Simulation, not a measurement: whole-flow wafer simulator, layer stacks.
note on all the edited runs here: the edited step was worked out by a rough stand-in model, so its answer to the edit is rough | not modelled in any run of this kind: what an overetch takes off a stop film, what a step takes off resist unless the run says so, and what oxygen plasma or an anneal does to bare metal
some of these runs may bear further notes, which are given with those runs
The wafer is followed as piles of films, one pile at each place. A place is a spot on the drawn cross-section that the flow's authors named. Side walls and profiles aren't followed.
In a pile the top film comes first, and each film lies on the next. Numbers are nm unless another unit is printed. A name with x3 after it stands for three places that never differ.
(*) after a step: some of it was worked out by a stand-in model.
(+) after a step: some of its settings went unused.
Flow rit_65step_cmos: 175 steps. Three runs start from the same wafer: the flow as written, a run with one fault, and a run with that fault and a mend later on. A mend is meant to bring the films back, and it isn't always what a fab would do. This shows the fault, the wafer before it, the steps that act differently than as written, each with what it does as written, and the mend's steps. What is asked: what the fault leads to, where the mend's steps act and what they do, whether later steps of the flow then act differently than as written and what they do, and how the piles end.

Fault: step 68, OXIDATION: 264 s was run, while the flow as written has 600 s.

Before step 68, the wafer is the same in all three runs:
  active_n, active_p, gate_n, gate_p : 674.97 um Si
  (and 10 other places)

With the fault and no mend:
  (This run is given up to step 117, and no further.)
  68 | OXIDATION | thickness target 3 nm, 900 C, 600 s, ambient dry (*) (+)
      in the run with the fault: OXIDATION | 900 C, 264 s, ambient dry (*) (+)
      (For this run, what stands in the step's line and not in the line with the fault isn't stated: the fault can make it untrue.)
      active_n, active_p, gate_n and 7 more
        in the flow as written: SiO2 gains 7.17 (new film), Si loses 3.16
        in the run with the fault: SiO2 gains 4.58 (new film), Si loses 2.02
  Steps further on in the flow that do not act as written (14 more steps, not shown, differ only slightly: by at most 2% or 0.5 nm, whichever is larger):
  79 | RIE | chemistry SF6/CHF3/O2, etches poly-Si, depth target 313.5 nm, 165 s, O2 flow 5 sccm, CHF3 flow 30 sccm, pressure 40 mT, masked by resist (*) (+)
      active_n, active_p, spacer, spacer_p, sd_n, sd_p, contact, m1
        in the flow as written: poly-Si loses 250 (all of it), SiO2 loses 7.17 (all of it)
        in the run with the fault: poly-Si loses 250 (all of it), SiO2 loses 4.58 (all of it)
  After step 117, at gate_n, gate_p, the piles differ from the flow's by more than 2% or 0.5 nm, whichever is larger.
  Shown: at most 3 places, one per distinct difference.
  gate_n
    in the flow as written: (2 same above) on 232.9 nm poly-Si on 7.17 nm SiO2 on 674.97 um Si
    in the run with the fault: (2 same above) on 232.9 nm poly-Si on 4.58 nm SiO2 on 674.97 um Si

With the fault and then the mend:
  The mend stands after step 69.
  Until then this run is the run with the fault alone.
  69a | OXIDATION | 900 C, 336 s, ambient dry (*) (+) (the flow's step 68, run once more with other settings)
      active_n, active_p, gate_n and 7 more
        SiO2 gains 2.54, Si loses 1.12
  Every later step of the flow that is run acts as written, at every place that is followed, to within 2% or 0.5 nm, whichever is larger.
  When the end is reached, the piles differ only a little from the flow's at the places that both follow, at most by 2% or 0.5 nm, whichever is larger.
